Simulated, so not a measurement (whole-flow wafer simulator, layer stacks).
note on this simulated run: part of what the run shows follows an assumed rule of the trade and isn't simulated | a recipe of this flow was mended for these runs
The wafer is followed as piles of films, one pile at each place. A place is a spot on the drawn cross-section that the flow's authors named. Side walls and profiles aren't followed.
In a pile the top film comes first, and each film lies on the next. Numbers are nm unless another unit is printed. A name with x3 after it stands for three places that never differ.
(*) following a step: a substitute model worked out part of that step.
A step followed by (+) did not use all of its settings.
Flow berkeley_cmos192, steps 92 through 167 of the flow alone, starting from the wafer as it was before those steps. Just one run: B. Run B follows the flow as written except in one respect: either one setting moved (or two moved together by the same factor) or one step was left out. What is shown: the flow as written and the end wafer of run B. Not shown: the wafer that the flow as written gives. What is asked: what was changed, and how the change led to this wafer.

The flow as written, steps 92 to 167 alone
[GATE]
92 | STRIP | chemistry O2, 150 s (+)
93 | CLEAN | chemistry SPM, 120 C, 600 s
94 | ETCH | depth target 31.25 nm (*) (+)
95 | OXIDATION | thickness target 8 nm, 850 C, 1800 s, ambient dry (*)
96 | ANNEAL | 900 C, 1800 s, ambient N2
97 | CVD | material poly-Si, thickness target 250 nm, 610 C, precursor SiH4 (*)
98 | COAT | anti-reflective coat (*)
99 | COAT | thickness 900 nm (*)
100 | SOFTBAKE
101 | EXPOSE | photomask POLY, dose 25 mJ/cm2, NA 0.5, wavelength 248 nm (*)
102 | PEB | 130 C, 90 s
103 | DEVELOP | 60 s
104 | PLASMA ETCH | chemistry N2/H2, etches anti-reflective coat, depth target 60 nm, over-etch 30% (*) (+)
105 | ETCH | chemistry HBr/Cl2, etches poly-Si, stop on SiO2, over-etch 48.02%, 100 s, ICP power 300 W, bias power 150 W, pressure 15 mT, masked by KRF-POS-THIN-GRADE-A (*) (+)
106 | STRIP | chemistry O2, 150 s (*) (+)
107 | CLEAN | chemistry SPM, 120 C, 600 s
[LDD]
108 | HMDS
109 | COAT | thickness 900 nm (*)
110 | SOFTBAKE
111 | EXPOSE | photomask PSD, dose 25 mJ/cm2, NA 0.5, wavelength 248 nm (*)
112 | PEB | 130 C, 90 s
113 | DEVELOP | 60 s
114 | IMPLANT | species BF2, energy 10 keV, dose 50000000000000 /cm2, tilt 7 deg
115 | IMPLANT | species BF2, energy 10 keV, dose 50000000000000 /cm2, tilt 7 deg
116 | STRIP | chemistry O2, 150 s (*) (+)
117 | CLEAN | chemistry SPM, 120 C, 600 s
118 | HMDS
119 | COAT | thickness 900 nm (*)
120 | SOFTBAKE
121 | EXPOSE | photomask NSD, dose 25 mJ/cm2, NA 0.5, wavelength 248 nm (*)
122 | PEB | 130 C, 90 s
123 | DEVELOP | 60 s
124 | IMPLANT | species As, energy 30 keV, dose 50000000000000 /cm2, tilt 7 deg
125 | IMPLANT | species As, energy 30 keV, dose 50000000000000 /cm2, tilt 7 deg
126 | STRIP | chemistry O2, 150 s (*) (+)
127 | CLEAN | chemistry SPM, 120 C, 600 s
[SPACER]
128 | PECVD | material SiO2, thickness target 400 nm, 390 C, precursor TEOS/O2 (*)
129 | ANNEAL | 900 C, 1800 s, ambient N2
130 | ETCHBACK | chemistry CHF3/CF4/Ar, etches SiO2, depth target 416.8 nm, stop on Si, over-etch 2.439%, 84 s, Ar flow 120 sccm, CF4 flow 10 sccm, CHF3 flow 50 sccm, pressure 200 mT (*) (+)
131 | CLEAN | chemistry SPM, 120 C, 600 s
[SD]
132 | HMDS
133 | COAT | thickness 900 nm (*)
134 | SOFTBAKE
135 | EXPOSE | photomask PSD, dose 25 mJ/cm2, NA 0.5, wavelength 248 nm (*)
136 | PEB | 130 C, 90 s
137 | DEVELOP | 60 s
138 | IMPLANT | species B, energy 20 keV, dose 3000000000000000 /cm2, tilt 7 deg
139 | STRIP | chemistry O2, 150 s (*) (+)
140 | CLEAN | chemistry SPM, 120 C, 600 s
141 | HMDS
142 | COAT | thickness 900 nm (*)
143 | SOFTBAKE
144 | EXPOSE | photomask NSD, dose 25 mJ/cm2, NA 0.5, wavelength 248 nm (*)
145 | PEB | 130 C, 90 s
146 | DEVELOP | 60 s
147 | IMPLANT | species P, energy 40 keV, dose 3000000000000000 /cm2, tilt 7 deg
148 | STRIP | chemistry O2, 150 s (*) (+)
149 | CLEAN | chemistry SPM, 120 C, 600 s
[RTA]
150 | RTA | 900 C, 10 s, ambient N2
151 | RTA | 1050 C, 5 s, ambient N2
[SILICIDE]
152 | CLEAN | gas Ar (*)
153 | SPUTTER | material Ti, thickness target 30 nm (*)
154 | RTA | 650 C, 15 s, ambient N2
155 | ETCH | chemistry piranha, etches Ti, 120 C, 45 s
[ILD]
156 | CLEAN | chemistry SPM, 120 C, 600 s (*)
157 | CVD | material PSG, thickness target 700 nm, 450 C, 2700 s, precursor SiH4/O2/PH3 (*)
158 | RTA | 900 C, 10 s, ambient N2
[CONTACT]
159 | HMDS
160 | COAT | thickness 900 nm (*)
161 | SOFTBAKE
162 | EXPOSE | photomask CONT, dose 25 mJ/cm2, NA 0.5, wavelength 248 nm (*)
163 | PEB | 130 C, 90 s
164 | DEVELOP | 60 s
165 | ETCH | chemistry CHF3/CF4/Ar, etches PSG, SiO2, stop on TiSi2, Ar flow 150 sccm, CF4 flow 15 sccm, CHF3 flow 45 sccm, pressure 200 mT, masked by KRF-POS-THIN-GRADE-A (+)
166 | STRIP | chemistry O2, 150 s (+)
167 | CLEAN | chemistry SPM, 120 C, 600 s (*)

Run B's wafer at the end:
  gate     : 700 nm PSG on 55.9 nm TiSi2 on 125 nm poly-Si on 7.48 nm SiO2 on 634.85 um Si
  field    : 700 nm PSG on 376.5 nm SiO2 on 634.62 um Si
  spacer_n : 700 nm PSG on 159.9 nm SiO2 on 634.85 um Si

The reason: step 97, CVD: thickness target 184 nm was run, while the flow as written has thickness target 250 nm.

How this came from the change, step by step:
  97 | CVD | material poly-Si, thickness target 250 nm, 610 C, precursor SiH4 (*)
      field, sd_n, spacer_n and 6 more: poly-Si gains 184 (new film) (it would be, as written: poly-Si gains 250 (new film))
  105 | ETCH | chemistry HBr/Cl2, etches poly-Si, stop on SiO2, over-etch 48.02%, 100 s, ICP power 300 W, bias power 150 W, pressure 15 mT, masked by KRF-POS-THIN-GRADE-A (*) (+)
      field: poly-Si loses 180.1 (all of it), SiO2 loses 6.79 (it would be, as written: poly-Si loses 246.1 (all of it), SiO2 loses 1.71)
      sd_n: poly-Si loses 182.9 (all of it), SiO2 loses 6.58 (it would be, as written: poly-Si loses 248.9 (all of it), SiO2 loses 1.5)
      (and at 5 other places as well)
  109 | COAT | thickness 900 nm (*)
      gate: KrF-resist gains 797 (new film) (it would be, as written: KrF-resist gains 743.5 (new film))
      gate_p: KrF-resist gains 793.3 (new film) (it would be, as written: KrF-resist gains 739.8 (new film))
  113 | DEVELOP | 60 s
      gate_p: KrF-resist loses 791.6 (all of it) (it would be, as written: KrF-resist loses 738.2 (all of it))
  116 | STRIP | chemistry O2, 150 s (*) (+)
      gate: KrF-resist loses 780.3 (all of it), chemical SiO2 gains 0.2, poly-Si loses 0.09 (it would be, as written: KrF-resist loses 727 (all of it), chemical SiO2 gains 0.2, poly-Si loses 0.09)
  119 | COAT | thickness 900 nm (*)
      gate: KrF-resist gains 796.4 (new film) (it would be, as written: KrF-resist gains 743.4 (new film))
      gate_p: KrF-resist gains 792.6 (new film) (it would be, as written: KrF-resist gains 739.7 (new film))
  123 | DEVELOP | 60 s
      gate: KrF-resist loses 794.6 (all of it) (it would be, as written: KrF-resist loses 741.9 (all of it))
  126 | STRIP | chemistry O2, 150 s (*) (+)
      gate_p: KrF-resist loses 775.9 (all of it), chemical SiO2 gains 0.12, poly-Si loses 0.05 (it would be, as written: KrF-resist loses 723.2 (all of it), chemical SiO2 gains 0.12, poly-Si loses 0.05)
  130 | ETCHBACK | chemistry CHF3/CF4/Ar, etches SiO2, depth target 416.8 nm, stop on Si, over-etch 2.439%, 84 s, Ar flow 120 sccm, CF4 flow 10 sccm, CHF3 flow 50 sccm, pressure 200 mT (*) (+)
      spacer_n: SiO2 loses 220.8 (it would be, as written: SiO2 loses 161)
      spacer_p: SiO2 loses 221.9 (it would be, as written: SiO2 loses 161)
  133 | COAT | thickness 900 nm (*)
      spacer_n: KrF-resist gains 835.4 (new film) (it would be, as written: KrF-resist gains 785.3 (new film))
      gate: KrF-resist gains 813.6 (new film) (it would be, as written: KrF-resist gains 764.7 (new film))
      (and at 2 other places as well)
  137 | DEVELOP | 60 s
      spacer_p: KrF-resist loses 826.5 (all of it) (it would be, as written: KrF-resist loses 778.4 (all of it))
      gate_p: KrF-resist loses 804.6 (all of it) (it would be, as written: KrF-resist loses 757.7 (all of it))
  139 | STRIP | chemistry O2, 150 s (*) (+)
      spacer_n: KrF-resist loses 818.6 (all of it) (it would be, as written: KrF-resist loses 768.7 (all of it))
      gate: KrF-resist loses 796.9 (all of it), chemical SiO2 gains 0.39, poly-Si loses 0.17 (it would be, as written: KrF-resist loses 748.1 (all of it), chemical SiO2 gains 0.39, poly-Si loses 0.17)
  142 | COAT | thickness 900 nm (*)
      spacer_n: KrF-resist gains 835.5 (new film) (it would be, as written: KrF-resist gains 785.4 (new film))
      gate: KrF-resist gains 813.5 (new film) (it would be, as written: KrF-resist gains 764.6 (new film))
      (and at 2 other places as well)
  146 | DEVELOP | 60 s
      spacer_n: KrF-resist loses 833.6 (all of it) (it would be, as written: KrF-resist loses 783.7 (all of it))
      gate: KrF-resist loses 811.7 (all of it) (it would be, as written: KrF-resist loses 762.9 (all of it))
  148 | STRIP | chemistry O2, 150 s (*) (+)
      spacer_p: KrF-resist loses 811.7 (all of it) (it would be, as written: KrF-resist loses 763.6 (all of it))
      gate_p: KrF-resist loses 789.5 (all of it), chemical SiO2 gains 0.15 (it would be, as written: KrF-resist loses 742.5 (all of it), chemical SiO2 gains 0.15)
  160 | COAT | thickness 900 nm (*)
      spacer_n: KrF-resist gains 858.9 (new film) (it would be, as written: KrF-resist gains 823.6 (new film))
      gate: KrF-resist gains 835.2 (new film) (it would be, as written: KrF-resist gains 803.9 (new film))
      (and at 2 other places as well)
  166 | STRIP | chemistry O2, 150 s (+)
      spacer_n: KrF-resist loses 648 (all of it) (it would be, as written: KrF-resist loses 612.8 (all of it))
      gate: KrF-resist loses 624.4 (all of it) (it would be, as written: KrF-resist loses 593.2 (all of it))
      (and at 3 other places as well)
